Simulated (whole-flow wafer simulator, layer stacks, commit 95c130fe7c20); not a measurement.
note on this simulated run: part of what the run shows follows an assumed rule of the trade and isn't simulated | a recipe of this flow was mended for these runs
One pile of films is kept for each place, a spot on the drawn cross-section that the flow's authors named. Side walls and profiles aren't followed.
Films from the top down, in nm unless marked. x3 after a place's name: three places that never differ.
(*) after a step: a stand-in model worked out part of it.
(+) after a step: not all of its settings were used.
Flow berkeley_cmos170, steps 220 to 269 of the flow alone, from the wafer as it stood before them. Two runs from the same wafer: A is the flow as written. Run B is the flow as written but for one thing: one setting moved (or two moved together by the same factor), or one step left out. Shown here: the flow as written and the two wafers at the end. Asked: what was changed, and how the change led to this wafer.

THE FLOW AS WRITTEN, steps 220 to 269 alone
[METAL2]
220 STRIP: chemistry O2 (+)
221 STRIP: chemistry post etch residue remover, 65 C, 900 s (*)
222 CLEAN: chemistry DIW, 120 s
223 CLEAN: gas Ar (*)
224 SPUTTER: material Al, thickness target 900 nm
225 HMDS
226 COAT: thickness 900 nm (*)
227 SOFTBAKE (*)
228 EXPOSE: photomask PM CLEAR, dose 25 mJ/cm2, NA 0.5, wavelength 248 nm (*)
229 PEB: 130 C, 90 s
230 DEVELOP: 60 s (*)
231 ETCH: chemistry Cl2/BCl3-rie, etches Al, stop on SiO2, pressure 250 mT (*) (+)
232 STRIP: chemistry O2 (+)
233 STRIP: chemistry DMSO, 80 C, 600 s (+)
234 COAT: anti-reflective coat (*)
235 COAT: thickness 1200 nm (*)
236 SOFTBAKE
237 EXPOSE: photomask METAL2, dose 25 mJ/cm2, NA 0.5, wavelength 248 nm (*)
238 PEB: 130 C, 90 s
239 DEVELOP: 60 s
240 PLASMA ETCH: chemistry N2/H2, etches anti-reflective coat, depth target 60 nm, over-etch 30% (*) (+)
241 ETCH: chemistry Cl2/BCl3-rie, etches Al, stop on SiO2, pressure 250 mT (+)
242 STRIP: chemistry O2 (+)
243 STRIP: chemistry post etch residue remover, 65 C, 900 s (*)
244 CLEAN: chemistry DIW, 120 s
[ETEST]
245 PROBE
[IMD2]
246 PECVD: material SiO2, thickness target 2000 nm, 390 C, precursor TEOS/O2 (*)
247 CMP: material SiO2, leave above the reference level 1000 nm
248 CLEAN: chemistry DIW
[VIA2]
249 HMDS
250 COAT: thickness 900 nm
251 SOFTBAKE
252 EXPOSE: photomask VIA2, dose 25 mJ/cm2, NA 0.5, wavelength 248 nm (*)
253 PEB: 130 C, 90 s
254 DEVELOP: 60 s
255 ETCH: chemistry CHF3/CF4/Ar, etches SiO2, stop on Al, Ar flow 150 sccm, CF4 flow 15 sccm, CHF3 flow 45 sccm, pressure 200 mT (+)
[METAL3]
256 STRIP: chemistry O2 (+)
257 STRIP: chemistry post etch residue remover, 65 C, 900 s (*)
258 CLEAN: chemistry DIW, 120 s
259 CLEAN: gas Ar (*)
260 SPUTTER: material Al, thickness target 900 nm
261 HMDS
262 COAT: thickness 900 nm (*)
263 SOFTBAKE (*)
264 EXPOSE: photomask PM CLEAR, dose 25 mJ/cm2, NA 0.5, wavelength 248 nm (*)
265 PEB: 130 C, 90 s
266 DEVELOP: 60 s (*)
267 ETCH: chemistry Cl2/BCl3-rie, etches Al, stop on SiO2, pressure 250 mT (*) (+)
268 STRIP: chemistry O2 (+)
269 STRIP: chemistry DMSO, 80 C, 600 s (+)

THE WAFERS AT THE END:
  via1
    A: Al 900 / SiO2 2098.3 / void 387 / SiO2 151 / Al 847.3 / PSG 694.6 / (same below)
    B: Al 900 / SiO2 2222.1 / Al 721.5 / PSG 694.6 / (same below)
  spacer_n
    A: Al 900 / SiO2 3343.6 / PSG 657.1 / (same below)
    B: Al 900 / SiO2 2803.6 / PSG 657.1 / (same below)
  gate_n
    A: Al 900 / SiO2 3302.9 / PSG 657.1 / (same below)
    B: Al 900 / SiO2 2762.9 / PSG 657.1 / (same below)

The cause: step 224, SPUTTER: thickness target 360 nm was run, where the flow has thickness target 900 nm.

How the change led to this, step by step:
  224 SPUTTER: material Al, thickness target 900 nm
      field, mark, sd_n and 9 more: A Al +900 (new film) | B Al +360 (new film)
      via1: A Al +259.4 | B Al +133.6
  226 COAT: thickness 900 nm (*)
      via1: A KrF-resist +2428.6 (new film) | B KrF-resist +2028.3 (new film)
  229 PEB: 130 C, 90 s
      via1: A KrF-resist -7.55 | B KrF-resist -5.38
  231 ETCH: chemistry Cl2/BCl3-rie, etches Al, stop on SiO2, pressure 250 mT (*) (+)
      field, sd_n, spacer_n and 9 more: A KrF-resist -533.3 | B KrF-resist -263.3
      mark: A Al -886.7 (all of it), SiO2 -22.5 | B Al -346.7 (all of it), SiO2 -22.5
  232 STRIP: chemistry O2 (+)
      field, spacer_n, gate_n: A KrF-resist -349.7 (all of it) | B KrF-resist -619.7 (all of it)
      sd_n: A KrF-resist -347 (all of it) | B KrF-resist -617.3 (all of it)
      (and at 8 more places)
  234 COAT: anti-reflective coat (*)
      m1: A anti-reflective coat +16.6 (new film) | B anti-reflective coat +15.8 (new film)
      via1: A anti-reflective coat +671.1 (new film) | B anti-reflective coat +468.4 (new film)
  235 COAT: thickness 1200 nm (*)
      via1: A KrF-resist +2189 (new film) | B KrF-resist +1963.3 (new film)
  238 PEB: 130 C, 90 s
      via1: A KrF-resist -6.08 | B KrF-resist -5.07
  241 ETCH: chemistry Cl2/BCl3-rie, etches Al, stop on SiO2, pressure 250 mT (+)
      field, sd_n, spacer_n, gate_n, sd_p, spacer_p, gate_p: A Al -900 (all of it), SiO2 -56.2 | B Al -360 (all of it), SiO2 -56.2
      contact, m1, via1, m2, via2: A KrF-resist -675 | B KrF-resist -405
      (and at 1 more place)
  242 STRIP: chemistry O2 (+)
      contact: A KrF-resist -412 (all of it), anti-reflective coat -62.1 (all of it) | B KrF-resist -679.4 (all of it), anti-reflective coat -61.7 (all of it)
      m1: A KrF-resist -433.1 (all of it), anti-reflective coat -16.6 (all of it) | B KrF-resist -693.3 (all of it), anti-reflective coat -15.8 (all of it)
      (and at 3 more places)
  246 PECVD: material SiO2, thickness target 2000 nm, 390 C, precursor TEOS/O2 (*)
      via1: A SiO2 +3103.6 (new film), void +387 (new film), SiO2 +151 (new film) | B SiO2 +3227.5 (new film)
  247 CMP: material SiO2, leave above the reference level 1000 nm
      mark: A nothing | B SiO2 -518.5
      field, sd_n, spacer_n, gate_n, sd_p, spacer_p, gate_p: A SiO2 -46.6 | B SiO2 -586.6
